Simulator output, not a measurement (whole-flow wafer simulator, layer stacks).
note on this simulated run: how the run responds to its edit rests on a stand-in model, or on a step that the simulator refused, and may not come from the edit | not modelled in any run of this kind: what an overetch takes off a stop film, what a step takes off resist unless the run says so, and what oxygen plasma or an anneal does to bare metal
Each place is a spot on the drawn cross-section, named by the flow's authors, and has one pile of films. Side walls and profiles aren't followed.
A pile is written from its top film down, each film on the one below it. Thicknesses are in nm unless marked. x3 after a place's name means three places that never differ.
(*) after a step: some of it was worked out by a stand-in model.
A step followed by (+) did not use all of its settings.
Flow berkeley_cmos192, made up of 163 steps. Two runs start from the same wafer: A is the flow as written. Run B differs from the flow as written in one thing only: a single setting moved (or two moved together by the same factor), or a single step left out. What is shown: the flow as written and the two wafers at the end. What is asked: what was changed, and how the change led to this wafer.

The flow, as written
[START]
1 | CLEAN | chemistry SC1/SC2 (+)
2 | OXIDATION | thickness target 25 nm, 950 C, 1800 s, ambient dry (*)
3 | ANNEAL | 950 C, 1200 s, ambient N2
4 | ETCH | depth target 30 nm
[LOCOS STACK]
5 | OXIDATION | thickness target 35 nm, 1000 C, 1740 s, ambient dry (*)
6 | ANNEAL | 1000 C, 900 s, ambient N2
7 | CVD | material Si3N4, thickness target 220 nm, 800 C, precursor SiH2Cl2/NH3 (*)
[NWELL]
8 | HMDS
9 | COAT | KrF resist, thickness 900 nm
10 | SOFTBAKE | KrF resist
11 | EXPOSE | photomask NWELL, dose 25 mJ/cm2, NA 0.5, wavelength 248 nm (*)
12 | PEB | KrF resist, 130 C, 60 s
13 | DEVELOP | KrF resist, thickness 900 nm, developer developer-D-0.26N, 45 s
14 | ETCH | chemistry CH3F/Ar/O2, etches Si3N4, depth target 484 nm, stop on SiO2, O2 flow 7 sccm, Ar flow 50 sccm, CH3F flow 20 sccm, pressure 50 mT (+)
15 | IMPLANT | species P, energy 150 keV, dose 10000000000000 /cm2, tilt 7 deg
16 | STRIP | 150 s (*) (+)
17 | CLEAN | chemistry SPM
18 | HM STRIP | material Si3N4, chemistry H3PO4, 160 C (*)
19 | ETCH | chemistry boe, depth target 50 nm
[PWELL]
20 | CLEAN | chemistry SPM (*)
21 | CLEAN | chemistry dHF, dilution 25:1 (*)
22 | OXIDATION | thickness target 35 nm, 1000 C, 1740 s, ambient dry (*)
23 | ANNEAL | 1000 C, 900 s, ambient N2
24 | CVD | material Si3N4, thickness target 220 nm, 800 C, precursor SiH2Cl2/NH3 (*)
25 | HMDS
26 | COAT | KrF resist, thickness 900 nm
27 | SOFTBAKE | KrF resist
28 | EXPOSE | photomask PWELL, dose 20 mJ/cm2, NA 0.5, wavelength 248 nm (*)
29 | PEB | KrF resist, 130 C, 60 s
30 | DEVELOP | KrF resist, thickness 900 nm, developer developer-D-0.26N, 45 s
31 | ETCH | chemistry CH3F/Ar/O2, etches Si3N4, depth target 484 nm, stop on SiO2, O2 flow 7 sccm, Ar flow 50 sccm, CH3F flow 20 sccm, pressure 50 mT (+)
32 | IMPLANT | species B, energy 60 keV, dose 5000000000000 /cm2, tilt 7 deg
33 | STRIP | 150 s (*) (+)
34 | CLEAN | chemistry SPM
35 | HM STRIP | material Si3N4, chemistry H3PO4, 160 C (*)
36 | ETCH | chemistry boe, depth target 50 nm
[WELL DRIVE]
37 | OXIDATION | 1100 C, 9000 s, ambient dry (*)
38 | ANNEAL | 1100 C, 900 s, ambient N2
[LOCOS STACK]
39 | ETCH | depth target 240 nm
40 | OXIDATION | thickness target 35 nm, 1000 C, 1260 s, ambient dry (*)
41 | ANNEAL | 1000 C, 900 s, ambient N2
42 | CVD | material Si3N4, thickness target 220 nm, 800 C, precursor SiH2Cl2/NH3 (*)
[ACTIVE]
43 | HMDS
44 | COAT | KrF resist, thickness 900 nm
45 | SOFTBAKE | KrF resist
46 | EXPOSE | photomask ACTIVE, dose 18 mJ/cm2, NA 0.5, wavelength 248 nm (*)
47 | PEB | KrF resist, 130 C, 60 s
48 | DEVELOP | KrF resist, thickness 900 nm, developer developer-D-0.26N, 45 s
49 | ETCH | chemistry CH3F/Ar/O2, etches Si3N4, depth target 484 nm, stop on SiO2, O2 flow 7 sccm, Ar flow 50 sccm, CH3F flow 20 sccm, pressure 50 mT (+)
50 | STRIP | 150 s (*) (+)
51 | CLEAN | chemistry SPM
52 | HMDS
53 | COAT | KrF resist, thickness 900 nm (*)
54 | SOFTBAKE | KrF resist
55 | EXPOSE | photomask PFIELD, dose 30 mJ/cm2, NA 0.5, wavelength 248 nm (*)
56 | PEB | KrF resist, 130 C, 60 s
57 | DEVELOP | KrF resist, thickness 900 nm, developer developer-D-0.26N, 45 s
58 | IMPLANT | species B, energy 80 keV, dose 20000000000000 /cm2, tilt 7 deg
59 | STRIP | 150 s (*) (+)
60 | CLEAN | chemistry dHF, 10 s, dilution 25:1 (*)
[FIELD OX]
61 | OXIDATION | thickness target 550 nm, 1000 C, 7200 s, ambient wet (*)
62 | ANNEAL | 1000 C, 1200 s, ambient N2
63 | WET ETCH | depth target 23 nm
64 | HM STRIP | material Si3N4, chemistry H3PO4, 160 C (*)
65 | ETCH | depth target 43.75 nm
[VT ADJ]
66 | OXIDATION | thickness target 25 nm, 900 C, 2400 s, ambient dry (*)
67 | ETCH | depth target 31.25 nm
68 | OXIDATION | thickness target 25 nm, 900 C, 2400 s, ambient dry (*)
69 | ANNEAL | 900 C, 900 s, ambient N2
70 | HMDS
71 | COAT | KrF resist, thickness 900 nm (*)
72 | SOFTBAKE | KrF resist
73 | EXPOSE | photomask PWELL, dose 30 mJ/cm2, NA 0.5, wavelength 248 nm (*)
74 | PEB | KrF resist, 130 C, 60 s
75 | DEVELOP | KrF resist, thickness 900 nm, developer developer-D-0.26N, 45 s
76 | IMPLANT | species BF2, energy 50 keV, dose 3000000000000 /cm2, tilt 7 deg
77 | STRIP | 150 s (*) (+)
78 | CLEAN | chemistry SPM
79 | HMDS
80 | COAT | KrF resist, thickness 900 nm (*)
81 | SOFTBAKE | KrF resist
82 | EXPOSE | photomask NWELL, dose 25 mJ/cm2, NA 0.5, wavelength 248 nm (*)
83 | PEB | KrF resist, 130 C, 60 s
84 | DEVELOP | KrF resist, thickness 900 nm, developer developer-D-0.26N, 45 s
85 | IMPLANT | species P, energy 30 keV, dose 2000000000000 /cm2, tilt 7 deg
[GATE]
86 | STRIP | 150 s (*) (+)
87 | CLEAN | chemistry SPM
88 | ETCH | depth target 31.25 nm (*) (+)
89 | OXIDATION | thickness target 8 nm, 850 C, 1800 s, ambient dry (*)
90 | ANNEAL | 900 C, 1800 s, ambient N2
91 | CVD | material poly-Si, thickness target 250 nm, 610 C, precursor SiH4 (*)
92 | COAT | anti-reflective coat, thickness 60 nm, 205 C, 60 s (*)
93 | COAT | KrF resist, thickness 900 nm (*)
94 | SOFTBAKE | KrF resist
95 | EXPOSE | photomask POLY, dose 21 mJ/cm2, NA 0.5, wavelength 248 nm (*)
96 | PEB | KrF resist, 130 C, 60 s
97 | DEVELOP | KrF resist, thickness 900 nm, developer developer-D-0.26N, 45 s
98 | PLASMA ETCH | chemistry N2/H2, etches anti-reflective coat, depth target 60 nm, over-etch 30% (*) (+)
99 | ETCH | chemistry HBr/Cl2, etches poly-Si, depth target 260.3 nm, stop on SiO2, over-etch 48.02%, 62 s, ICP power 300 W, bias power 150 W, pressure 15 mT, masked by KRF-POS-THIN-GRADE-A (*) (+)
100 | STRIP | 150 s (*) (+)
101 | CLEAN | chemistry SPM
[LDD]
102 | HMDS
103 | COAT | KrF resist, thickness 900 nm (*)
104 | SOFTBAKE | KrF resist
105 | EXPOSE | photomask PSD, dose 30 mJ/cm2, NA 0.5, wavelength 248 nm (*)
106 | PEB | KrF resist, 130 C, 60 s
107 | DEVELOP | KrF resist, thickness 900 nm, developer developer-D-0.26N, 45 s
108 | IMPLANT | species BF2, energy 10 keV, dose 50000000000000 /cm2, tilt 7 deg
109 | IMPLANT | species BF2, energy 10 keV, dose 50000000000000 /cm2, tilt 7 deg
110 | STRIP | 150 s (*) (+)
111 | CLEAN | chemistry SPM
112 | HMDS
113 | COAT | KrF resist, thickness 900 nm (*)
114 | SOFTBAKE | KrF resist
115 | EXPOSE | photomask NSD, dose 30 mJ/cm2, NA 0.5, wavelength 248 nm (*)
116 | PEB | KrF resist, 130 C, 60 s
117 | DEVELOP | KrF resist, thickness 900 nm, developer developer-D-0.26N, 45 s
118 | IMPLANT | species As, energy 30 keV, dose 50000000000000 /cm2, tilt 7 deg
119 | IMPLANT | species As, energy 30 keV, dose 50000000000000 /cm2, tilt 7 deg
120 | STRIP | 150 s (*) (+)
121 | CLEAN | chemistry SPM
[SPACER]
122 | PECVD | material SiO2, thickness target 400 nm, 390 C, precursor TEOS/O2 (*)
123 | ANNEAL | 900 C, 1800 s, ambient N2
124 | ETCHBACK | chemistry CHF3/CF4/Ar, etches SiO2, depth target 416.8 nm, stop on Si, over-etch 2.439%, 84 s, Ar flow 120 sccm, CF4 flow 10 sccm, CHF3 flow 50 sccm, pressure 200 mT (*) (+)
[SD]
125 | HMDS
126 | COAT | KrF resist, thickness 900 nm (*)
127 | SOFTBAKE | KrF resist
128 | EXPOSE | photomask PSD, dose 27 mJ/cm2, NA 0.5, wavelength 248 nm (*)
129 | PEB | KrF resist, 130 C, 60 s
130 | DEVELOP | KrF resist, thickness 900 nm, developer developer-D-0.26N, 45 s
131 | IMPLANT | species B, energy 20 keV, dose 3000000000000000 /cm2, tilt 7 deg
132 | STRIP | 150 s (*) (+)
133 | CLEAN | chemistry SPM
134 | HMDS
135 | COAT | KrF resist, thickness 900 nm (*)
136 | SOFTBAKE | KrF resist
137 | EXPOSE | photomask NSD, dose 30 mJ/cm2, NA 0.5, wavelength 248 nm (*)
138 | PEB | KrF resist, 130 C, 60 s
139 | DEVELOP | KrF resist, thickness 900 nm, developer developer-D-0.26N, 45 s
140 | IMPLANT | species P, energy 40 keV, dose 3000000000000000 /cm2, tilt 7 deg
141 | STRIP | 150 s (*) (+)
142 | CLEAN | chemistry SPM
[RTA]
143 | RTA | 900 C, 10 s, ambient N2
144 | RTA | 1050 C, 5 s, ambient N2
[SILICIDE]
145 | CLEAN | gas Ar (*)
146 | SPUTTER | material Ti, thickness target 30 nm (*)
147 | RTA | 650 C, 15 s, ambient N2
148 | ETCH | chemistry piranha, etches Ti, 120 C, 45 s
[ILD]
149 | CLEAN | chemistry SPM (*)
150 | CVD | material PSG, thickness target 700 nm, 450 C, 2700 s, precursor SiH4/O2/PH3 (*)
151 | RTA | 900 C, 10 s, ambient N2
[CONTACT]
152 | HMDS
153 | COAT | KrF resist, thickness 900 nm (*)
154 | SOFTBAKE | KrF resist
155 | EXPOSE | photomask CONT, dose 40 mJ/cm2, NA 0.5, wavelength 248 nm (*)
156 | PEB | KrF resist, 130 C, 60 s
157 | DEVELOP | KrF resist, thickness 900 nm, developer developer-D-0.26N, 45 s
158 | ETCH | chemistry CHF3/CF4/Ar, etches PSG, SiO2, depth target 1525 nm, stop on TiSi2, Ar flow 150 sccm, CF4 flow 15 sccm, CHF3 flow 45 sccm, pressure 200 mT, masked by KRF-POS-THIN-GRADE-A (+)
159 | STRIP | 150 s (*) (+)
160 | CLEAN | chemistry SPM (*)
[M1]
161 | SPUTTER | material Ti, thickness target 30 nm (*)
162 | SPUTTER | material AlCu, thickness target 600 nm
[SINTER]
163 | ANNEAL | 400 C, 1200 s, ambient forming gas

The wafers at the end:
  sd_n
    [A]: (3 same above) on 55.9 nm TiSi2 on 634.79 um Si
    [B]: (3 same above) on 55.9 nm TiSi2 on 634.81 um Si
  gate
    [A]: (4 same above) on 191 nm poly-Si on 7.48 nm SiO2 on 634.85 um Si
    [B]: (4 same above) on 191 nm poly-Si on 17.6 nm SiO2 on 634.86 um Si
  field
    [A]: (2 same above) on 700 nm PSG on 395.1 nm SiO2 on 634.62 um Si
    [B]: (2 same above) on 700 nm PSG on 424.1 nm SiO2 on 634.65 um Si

The reason: step 39, ETCH: depth target 103 nm was run, whereas the flow has depth target 240 nm.

Step by step, how the change led to this:
  39 | ETCH | depth target 240 nm
      field, sd_n, spacer_n and 6 more: A SiO2 loses 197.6 (all of it) | B SiO2 loses 103
  40 | OXIDATION | thickness target 35 nm, 1000 C, 1260 s, ambient dry (*)
      field, sd_n, spacer_n and 6 more: A SiO2 gains 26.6 (new film), Si loses 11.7 | B SiO2 gains 11.9, Si loses 5.26
  61 | OXIDATION | thickness target 550 nm, 1000 C, 7200 s, ambient wet (*)
      sd_n, sd_p: A SiO2 gains 12.1 (new film), Si3N4 loses 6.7, SiO2 gains 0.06, Si loses 0.06 | B SiO2 gains 12.1 (new film), Si3N4 loses 6.7
      gate: A SiO2 gains 12.1 (new film), Si3N4 loses 6.7, SiO2 gains 0.05, Si loses 0.05 | B SiO2 gains 12.1 (new film), Si3N4 loses 6.7
      (as well as at 1 more place)
  65 | ETCH | depth target 43.75 nm
      sd_n, spacer_n, gate, sd_p, spacer_p, gate_p, contact, m1: A SiO2 loses 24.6 (all of it) | B SiO2 loses 43.7
  66 | OXIDATION | thickness target 25 nm, 900 C, 2400 s, ambient dry (*)
      sd_n, spacer_n, gate, sd_p, spacer_p, gate_p, contact, m1: A SiO2 gains 14.9 (new film), Si loses 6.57 | B SiO2 gains 7.74, Si loses 3.4
  67 | ETCH | depth target 31.25 nm
      sd_n, spacer_n, gate, sd_p, spacer_p, gate_p, contact, m1: A SiO2 loses 14.9 (all of it) | B SiO2 loses 31.2
  68 | OXIDATION | thickness target 25 nm, 900 C, 2400 s, ambient dry (*)
      sd_n, spacer_n, gate, sd_p, spacer_p, gate_p, contact, m1: A SiO2 gains 14.9 (new film), Si loses 6.57 | B SiO2 gains 7.57, Si loses 3.33
  88 | ETCH | depth target 31.25 nm (*) (+)
      sd_n, spacer_n, gate, sd_p, spacer_p, gate_p, contact, m1: A SiO2 loses 14.9 (all of it) | B SiO2 loses 31.2
  89 | OXIDATION | thickness target 8 nm, 850 C, 1800 s, ambient dry (*)
      sd_n, spacer_n, gate, sd_p, spacer_p, gate_p, contact, m1: A SiO2 gains 7.48 (new film), Si loses 3.29 | B SiO2 gains 4.01, Si loses 1.76
  92 | COAT | anti-reflective coat, thickness 60 nm, 205 C, 60 s (*)
      sd_n: A anti-reflective coat gains 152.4 (new film) | B anti-reflective coat gains 176.9 (new film)
      spacer_n: A anti-reflective coat gains 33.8 (new film) | B anti-reflective coat gains 25.8 (new film)
      (as well as at 6 more places)
  93 | COAT | KrF resist, thickness 900 nm (*)
      spacer_n: A KrF resist gains 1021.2 (new film) | B KrF resist gains 1049.5 (new film)
      gate: A KrF resist gains 1023.8 (new film) | B KrF resist gains 1051.6 (new film)
  97 | DEVELOP | KrF resist, thickness 900 nm, developer developer-D-0.26N, 45 s
      spacer_n: A KrF resist loses 1019.5 (all of it) | B KrF resist loses 1047.7 (all of it)
  98 | PLASMA ETCH | chemistry N2/H2, etches anti-reflective coat, depth target 60 nm, over-etch 30% (*) (+)
      field: A anti-reflective coat loses 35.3 (all of it), poly-Si loses 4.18 | B anti-reflective coat loses 35.1 (all of it), poly-Si loses 5
      sd_n: A anti-reflective coat loses 152.4 (all of it), poly-Si loses 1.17 | B anti-reflective coat loses 176.9 (all of it), poly-Si loses 1.36
      (as well as at 5 more places)
  100 | STRIP | 150 s (*) (+)
      gate: A chemical SiO2 gains 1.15 (new film), KrF resist loses 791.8 (all of it), anti-reflective coat loses 30 (all of it), poly-Si loses 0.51 | B chemical SiO2 gains 1.15 (new film), KrF resist loses 819.5 (all of it), anti-reflective coat loses 22.2 (all of it), poly-Si loses 0.51
      gate_p: A chemical SiO2 gains 1.15 (new film), KrF resist loses 765.1 (all of it), anti-reflective coat loses 31 (all of it), poly-Si loses 0.51 | B chemical SiO2 gains 1.15 (new film), KrF resist loses 782.7 (all of it), anti-reflective coat loses 25.9 (all of it), poly-Si loses 0.51
  124 | ETCHBACK | chemistry CHF3/CF4/Ar, etches SiO2, depth target 416.8 nm, stop on Si, over-etch 2.439%, 84 s, Ar flow 120 sccm, CF4 flow 10 sccm, CHF3 flow 50 sccm, pressure 200 mT (*) (+)
      sd_n: A SiO2 loses 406 (all of it) | B SiO2 loses 416.1 (all of it)
      contact: A SiO2 loses 405.8 (all of it) | B SiO2 loses 415.8 (all of it)
      (as well as at 1 more place)
  126 | COAT | KrF resist, thickness 900 nm (*)
      sd_n: A KrF resist gains 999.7 (new film) | B KrF resist gains 1025.5 (new film)
      m1: A KrF resist gains 994.3 (new film) | B KrF resist gains 1017.5 (new film)
  ... another 11 steps ...
  162 | SPUTTER | material AlCu, thickness target 600 nm
      sd_p: A AlCu gains 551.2 (new film) | B AlCu gains 525.8 (new film)
